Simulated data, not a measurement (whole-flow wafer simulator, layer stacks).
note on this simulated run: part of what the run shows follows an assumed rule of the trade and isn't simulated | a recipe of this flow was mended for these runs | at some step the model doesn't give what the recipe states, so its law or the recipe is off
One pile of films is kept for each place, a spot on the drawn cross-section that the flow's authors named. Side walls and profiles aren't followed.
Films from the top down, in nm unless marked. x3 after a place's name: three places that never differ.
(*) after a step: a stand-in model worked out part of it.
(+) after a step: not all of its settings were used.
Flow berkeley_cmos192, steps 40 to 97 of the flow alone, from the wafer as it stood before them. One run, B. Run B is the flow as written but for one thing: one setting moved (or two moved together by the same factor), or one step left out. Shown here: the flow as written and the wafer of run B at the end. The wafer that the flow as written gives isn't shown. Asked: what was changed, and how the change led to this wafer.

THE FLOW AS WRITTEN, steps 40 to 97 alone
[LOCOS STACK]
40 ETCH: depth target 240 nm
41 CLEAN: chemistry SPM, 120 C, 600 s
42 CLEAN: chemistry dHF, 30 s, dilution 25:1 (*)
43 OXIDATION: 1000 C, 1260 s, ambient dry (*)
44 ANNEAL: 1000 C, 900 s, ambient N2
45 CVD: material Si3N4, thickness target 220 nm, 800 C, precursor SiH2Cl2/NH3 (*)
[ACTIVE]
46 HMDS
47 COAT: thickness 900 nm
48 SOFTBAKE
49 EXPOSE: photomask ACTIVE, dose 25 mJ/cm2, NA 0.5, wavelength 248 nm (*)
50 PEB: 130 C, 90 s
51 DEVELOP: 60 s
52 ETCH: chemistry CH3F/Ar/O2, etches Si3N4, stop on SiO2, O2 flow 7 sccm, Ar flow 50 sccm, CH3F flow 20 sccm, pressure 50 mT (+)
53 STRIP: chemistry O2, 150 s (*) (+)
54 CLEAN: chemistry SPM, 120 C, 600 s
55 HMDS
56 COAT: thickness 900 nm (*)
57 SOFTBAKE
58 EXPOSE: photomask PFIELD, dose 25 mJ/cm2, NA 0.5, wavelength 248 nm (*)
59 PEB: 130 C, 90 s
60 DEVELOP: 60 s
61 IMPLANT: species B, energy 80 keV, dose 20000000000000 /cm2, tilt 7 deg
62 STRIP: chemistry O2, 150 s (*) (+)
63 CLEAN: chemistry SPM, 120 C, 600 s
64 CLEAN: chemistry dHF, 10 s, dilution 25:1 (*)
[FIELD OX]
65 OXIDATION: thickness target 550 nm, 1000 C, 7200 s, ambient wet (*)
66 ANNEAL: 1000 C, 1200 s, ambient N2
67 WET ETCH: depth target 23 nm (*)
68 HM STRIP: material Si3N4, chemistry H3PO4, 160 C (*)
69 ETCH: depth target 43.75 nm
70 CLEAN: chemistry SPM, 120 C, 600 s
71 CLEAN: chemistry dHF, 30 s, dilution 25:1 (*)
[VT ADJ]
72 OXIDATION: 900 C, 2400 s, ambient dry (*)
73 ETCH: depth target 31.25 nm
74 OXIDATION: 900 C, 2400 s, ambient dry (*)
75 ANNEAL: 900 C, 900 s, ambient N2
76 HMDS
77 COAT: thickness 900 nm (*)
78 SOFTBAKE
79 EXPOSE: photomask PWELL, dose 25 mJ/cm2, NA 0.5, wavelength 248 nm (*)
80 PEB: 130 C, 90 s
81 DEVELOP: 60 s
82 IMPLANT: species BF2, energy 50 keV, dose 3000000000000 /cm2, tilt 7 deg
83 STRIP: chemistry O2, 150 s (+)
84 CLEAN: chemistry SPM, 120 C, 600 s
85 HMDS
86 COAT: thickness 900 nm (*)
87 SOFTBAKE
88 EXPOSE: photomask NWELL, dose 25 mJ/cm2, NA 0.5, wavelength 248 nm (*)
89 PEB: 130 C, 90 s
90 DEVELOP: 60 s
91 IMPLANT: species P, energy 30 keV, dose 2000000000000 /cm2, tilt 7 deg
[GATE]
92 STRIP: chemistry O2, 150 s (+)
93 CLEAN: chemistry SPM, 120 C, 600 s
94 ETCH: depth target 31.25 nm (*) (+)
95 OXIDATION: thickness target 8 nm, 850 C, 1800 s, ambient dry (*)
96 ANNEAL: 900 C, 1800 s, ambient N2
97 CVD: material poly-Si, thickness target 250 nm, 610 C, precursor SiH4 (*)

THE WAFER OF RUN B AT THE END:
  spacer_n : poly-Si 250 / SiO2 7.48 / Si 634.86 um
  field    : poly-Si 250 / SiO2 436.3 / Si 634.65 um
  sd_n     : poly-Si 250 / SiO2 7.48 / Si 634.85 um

The cause: step 40, ETCH: depth target 120 nm was run, where the flow has depth target 240 nm.

How the change led to this, step by step:
  40 ETCH: depth target 240 nm
      field, sd_n, spacer_n and 6 more: SiO2 -120 (as written it would be: SiO2 -197.6 (all of it))
  41 CLEAN: chemistry SPM, 120 C, 600 s
      field, sd_n, spacer_n and 6 more: nothing (as written it would be: chemical SiO2 +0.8 (new film), Si -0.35)
  42 CLEAN: chemistry dHF, 30 s, dilution 25:1 (*)
      field, sd_n, spacer_n and 6 more: SiO2 -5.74 (as written it would be: chemical SiO2 -0.8 (all of it))
  43 OXIDATION: 1000 C, 1260 s, ambient dry (*)
      field, sd_n, spacer_n and 6 more: SiO2 +13.3, Si -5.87 (as written it would be: SiO2 +26.6 (new film), Si -11.7)
  65 OXIDATION: thickness target 550 nm, 1000 C, 7200 s, ambient wet (*)
      spacer_p, gate_p, m1: SiO2 +12.1 (new film), Si3N4 -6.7, SiO2 +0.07 (as written it would be: SiO2 +12.1 (new film), Si3N4 -6.7)
      spacer_n: SiO2 +12.1 (new film), Si3N4 -6.7, SiO2 +0.1, Si -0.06 (as written it would be: SiO2 +12.1 (new film), Si3N4 -6.7)
      (and at 5 more places)
  69 ETCH: depth target 43.75 nm
      spacer_n, gate, gate_p, contact, m1: SiO2 -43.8 (as written it would be: SiO2 -16.7 (all of it))
      sd_n, sd_p: SiO2 -43.8 (as written it would be: SiO2 -16.8 (all of it))
      (and at 1 more place)
  70 CLEAN: chemistry SPM, 120 C, 600 s
      sd_n, spacer_n, gate, sd_p, spacer_p, gate_p, contact, m1: nothing (as written it would be: chemical SiO2 +0.8 (new film), Si -0.35)
  71 CLEAN: chemistry dHF, 30 s, dilution 25:1 (*)
      sd_n, spacer_n, gate, sd_p, spacer_p, gate_p, contact, m1: SiO2 -5.74 (as written it would be: chemical SiO2 -0.8 (all of it))
  72 OXIDATION: 900 C, 2400 s, ambient dry (*)
      gate, gate_p, m1: SiO2 +9.93, Si -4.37 (as written it would be: SiO2 +14.9 (new film), Si -6.57)
      spacer_n, spacer_p: SiO2 +9.92, Si -4.37 (as written it would be: SiO2 +14.9 (new film), Si -6.57)
      (and at 3 more places)
  73 ETCH: depth target 31.25 nm
      sd_n, gate, spacer_p, gate_p, contact, m1: SiO2 -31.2 (as written it would be: SiO2 -14.9 (all of it))
      spacer_n, sd_p: SiO2 -31.3 (as written it would be: SiO2 -14.9 (all of it))
  74 OXIDATION: 900 C, 2400 s, ambient dry (*)
      spacer_n, gate, spacer_p, gate_p, m1: SiO2 +11.5, Si -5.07 (as written it would be: SiO2 +14.9 (new film), Si -6.57)
      sd_n: SiO2 +9.13, Si -4.02 (as written it would be: SiO2 +14.9 (new film), Si -6.57)
      (and at 2 more places)
  94 ETCH: depth target 31.25 nm (*) (+)
      spacer_n, gate, spacer_p, gate_p, contact, m1: SiO2 -16.2 (all of it) (as written it would be: SiO2 -14.9 (all of it))
      sd_n: SiO2 -23.7 (all of it) (as written it would be: SiO2 -14.9 (all of it))
      (and at 1 more place)
